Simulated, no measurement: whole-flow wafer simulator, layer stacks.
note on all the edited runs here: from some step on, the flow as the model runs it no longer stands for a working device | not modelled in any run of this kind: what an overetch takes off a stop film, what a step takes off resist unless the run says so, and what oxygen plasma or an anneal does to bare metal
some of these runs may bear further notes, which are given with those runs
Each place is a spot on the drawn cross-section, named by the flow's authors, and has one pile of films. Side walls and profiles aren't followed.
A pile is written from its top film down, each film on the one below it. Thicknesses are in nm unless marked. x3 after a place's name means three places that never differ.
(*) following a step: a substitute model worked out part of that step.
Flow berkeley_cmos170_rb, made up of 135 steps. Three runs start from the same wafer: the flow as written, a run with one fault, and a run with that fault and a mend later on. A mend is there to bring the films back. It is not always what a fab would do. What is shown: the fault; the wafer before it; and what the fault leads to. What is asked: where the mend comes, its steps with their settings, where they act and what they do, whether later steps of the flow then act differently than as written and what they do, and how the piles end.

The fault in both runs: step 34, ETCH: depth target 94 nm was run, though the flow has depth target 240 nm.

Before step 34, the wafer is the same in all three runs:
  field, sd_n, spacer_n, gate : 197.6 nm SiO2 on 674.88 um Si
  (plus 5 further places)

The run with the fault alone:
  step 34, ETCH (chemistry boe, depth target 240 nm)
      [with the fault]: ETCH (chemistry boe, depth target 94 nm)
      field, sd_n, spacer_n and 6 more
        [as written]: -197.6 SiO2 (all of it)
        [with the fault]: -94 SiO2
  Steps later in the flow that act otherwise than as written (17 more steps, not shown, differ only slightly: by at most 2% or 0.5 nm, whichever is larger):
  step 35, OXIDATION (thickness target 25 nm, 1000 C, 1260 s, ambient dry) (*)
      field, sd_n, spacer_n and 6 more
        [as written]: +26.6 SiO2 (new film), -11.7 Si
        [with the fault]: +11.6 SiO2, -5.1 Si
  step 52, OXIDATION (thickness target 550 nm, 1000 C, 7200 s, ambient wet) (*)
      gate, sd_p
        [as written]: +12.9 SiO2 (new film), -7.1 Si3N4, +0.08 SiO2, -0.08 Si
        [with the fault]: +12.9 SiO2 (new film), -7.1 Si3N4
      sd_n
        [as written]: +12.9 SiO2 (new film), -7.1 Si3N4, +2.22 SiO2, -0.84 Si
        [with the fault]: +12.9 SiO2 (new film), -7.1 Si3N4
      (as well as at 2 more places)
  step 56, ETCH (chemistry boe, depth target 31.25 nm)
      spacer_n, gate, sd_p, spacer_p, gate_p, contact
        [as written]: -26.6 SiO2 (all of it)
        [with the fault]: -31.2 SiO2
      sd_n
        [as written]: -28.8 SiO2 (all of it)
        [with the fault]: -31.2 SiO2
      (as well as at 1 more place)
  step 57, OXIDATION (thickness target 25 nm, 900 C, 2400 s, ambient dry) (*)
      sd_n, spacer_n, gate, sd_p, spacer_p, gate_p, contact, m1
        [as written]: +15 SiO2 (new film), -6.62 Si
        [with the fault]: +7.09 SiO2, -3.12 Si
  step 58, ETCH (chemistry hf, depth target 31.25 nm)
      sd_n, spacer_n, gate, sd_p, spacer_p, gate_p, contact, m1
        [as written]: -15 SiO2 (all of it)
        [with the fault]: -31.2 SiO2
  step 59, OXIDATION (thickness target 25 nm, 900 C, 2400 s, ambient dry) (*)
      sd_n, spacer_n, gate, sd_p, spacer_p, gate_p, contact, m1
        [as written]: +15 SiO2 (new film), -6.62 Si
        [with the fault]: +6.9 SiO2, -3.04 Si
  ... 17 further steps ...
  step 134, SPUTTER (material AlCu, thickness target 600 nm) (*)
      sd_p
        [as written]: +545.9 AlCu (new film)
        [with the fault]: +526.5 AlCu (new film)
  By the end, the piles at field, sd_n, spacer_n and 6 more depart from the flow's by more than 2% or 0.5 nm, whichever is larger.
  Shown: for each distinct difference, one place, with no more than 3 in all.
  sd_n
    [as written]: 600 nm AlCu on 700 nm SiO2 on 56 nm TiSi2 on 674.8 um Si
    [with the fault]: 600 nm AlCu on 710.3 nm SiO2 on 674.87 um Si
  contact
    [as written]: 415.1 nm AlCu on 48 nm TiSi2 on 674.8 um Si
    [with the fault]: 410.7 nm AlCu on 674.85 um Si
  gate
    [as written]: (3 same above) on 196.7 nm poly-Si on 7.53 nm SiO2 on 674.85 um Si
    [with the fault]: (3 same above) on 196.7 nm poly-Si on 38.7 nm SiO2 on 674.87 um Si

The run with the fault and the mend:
  After step 34 comes the mend.
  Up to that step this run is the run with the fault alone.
  step 34a, ETCH (chemistry boe, depth target 146 nm) (the flow's step 34, run once more with other settings)
      field, sd_n, spacer_n and 6 more
        -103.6 SiO2 (all of it)
  Every later step of the flow that is run acts as written at every place that is followed.
  By the end, the piles equal the flow's at every place that both follow.
